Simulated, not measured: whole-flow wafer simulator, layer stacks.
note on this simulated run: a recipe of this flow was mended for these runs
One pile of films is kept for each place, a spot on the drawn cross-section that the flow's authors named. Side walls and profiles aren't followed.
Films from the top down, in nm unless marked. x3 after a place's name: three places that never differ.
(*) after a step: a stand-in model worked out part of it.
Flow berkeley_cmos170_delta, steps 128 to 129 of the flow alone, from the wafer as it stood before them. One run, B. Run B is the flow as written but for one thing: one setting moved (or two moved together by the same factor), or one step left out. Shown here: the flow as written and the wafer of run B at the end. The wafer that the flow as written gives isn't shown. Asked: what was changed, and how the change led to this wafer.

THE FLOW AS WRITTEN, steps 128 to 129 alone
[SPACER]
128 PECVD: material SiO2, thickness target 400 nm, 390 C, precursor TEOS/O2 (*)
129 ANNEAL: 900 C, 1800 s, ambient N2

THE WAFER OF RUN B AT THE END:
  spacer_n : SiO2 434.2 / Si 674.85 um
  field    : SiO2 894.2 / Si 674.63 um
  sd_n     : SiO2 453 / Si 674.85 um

The cause: step 128, PECVD: thickness target 447 nm was run, where the flow has thickness target 400 nm.

How the change led to this, step by step:
  128 PECVD: material SiO2, thickness target 400 nm, 390 C, precursor TEOS/O2 (*)
      field, sd_n, contact, m1: SiO2 +447 (as written it would be: SiO2 +400)
      spacer_n, sd_p, spacer_p: SiO2 +428.5 (as written it would be: SiO2 +383.7)
      (and at 2 more places)
